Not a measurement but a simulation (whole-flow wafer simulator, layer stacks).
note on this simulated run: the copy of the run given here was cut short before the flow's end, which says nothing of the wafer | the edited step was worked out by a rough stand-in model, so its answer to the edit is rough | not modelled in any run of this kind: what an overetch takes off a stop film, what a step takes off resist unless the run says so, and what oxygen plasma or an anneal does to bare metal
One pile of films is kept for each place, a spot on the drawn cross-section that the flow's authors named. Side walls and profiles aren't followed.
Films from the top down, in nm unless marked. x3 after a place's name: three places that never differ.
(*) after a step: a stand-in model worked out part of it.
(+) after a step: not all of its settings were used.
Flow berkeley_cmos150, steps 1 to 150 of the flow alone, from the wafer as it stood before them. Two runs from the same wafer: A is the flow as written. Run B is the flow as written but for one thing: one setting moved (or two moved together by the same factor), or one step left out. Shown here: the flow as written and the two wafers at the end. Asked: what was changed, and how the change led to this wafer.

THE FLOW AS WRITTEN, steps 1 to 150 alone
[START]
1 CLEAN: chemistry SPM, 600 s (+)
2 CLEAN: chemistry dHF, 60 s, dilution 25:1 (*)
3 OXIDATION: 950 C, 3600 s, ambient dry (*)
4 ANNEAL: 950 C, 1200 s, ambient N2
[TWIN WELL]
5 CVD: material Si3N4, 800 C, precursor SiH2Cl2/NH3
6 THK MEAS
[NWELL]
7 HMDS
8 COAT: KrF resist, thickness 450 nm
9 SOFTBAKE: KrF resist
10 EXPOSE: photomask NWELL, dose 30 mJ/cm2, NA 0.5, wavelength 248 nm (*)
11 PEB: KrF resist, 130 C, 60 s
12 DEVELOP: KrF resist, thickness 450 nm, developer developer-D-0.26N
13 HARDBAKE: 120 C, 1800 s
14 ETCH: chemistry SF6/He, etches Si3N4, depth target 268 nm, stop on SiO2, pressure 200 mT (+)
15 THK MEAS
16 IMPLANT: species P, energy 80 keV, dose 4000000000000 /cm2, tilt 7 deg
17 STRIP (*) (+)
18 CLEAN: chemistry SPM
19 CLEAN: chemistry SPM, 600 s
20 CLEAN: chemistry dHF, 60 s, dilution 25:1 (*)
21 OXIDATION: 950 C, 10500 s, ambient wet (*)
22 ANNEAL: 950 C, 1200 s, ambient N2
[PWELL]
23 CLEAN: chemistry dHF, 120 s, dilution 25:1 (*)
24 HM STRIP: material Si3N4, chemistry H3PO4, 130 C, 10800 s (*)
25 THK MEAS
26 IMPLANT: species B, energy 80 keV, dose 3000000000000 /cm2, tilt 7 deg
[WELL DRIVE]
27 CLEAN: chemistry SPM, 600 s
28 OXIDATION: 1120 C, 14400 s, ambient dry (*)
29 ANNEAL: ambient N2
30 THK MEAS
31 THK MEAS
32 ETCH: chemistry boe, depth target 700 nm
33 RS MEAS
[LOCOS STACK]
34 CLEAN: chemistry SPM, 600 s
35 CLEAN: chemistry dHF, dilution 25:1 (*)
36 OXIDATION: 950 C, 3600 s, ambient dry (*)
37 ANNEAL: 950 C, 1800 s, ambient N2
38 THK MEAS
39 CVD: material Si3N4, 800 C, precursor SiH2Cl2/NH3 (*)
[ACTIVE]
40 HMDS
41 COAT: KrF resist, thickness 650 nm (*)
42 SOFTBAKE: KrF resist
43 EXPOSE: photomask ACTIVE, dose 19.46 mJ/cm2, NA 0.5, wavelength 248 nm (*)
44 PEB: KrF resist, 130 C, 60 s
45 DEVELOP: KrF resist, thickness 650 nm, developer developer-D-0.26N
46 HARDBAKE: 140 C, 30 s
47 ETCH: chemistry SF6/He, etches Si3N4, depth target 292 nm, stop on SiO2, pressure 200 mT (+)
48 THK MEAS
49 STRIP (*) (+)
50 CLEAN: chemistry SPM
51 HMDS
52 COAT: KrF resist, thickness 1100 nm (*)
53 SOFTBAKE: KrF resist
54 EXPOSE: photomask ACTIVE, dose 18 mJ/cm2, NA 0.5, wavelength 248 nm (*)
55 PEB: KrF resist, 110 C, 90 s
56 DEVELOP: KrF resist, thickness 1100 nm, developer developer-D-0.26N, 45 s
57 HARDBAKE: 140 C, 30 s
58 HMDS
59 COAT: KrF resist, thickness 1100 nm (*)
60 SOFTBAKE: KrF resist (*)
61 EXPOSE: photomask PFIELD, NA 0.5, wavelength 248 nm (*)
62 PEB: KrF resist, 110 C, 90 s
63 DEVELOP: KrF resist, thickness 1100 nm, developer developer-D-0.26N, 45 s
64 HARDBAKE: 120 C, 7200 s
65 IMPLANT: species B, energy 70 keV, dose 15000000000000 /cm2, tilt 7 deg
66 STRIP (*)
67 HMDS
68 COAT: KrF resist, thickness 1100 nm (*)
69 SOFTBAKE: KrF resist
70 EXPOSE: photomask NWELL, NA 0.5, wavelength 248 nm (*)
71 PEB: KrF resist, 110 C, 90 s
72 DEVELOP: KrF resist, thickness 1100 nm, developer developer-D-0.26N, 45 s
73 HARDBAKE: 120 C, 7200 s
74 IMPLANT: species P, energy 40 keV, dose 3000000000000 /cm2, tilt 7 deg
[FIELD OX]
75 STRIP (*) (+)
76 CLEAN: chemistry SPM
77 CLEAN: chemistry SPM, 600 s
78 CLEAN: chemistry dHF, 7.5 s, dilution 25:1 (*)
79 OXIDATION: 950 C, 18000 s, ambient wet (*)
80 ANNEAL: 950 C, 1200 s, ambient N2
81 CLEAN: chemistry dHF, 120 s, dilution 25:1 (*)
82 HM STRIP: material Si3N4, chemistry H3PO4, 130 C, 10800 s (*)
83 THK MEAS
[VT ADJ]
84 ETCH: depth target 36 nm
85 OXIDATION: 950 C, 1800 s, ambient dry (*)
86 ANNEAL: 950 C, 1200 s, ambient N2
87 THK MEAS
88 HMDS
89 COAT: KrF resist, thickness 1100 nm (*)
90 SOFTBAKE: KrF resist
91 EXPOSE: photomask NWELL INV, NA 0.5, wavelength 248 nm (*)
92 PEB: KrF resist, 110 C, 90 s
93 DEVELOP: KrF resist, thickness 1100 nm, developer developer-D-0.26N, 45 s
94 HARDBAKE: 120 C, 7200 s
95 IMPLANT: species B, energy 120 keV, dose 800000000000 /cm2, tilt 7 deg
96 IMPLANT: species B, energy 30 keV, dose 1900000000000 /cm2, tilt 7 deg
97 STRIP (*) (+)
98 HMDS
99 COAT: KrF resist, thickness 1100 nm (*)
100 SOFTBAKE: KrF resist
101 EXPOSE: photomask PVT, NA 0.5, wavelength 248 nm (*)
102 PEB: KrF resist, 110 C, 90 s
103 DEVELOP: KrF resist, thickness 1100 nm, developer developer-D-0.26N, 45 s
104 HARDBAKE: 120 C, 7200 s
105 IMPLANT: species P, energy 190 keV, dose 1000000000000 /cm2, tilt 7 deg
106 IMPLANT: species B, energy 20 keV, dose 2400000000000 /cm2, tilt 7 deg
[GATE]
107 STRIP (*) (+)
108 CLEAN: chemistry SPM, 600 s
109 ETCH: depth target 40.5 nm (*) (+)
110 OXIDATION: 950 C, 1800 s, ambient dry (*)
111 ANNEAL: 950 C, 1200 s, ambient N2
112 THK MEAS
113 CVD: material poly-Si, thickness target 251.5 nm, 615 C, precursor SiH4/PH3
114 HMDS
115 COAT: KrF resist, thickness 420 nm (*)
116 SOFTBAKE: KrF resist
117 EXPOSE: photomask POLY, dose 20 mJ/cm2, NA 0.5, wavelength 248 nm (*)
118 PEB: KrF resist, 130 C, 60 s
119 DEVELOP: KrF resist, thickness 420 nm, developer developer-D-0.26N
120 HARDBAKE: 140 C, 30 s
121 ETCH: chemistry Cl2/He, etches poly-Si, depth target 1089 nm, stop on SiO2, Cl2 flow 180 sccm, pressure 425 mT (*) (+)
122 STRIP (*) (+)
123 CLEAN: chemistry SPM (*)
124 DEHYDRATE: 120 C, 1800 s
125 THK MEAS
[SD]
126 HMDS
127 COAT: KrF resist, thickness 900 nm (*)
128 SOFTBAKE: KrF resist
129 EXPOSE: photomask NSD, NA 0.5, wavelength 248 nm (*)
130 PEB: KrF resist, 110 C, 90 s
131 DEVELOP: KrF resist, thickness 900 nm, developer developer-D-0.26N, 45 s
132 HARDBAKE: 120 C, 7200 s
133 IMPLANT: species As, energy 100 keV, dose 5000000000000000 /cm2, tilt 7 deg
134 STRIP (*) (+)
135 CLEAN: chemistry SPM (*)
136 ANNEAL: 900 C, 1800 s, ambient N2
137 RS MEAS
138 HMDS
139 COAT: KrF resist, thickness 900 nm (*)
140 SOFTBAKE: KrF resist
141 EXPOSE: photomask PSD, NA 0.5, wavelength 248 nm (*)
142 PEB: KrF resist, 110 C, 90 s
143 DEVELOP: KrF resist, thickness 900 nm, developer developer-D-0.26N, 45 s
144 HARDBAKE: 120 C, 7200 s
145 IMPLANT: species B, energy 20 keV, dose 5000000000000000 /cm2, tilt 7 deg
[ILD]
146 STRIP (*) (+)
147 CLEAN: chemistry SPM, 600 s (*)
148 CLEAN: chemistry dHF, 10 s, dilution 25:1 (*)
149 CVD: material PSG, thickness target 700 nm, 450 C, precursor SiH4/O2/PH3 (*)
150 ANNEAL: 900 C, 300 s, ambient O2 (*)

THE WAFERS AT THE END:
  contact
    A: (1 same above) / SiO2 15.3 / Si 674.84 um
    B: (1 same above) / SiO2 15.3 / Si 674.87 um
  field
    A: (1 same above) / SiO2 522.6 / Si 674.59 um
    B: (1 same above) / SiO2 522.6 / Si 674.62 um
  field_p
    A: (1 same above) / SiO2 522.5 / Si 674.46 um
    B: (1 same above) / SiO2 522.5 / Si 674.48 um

The cause: step 28, OXIDATION: 8755 s was run, where the flow has 14400 s.

How the change led to this, step by step:
  28 OXIDATION: 1120 C, 14400 s, ambient dry (*)
      field, sd_n, gate_n, contact, m1: A SiO2 +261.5, Si -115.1 | B SiO2 +189.8, Si -83.5
      field_p, sd_p, gate_p: A SiO2 +103.6, Si -45.6 | B SiO2 +65.2, Si -28.7
  32 ETCH: chemistry boe, depth target 700 nm
      field, sd_n, gate_n, contact, m1: A SiO2 -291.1 (all of it) | B SiO2 -219.4 (all of it)
      field_p, sd_p, gate_p: A SiO2 -555.5 (all of it) | B SiO2 -517.1 (all of it)
